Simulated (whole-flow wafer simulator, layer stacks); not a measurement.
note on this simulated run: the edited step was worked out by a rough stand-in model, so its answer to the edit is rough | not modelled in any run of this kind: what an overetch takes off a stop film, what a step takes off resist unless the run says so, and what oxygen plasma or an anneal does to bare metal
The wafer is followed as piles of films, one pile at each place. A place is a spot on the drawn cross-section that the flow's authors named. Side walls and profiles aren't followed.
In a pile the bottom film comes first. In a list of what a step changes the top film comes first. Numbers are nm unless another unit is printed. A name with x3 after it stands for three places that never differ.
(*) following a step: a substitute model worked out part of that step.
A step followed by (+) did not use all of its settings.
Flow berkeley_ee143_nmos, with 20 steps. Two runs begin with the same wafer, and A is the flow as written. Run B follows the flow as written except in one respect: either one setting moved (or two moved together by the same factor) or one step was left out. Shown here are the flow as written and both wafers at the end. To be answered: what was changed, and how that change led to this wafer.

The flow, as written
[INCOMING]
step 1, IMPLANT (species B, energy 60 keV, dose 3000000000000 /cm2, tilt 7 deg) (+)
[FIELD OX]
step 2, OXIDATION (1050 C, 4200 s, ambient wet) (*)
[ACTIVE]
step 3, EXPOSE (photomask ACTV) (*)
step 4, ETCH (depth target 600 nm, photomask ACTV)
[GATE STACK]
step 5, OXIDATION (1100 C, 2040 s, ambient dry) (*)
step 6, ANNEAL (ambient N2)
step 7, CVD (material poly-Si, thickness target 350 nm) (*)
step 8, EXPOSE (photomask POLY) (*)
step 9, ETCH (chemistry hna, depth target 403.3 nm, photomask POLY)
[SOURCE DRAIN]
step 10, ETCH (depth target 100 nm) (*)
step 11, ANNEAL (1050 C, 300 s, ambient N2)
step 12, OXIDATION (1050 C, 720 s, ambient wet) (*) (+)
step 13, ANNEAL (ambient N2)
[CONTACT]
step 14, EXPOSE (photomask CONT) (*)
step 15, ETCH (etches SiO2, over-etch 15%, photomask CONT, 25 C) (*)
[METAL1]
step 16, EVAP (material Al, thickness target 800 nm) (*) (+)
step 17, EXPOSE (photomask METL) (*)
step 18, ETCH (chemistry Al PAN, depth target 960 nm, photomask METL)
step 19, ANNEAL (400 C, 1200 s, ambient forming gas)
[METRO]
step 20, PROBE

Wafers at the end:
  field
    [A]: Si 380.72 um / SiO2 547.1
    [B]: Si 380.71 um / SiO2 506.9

Cause: step 10, ETCH: depth target 145 nm was run, while the flow as written has depth target 100 nm.

Step by step, how the change led to this:
  step 10, ETCH (depth target 100 nm) (*)
      field: A SiO2 loses 100 | B SiO2 loses 145
  step 12, OXIDATION (1050 C, 720 s, ambient wet) (*) (+)
      field: A SiO2 gains 69.1, Si loses 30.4 | B SiO2 gains 73.9, Si loses 32.5
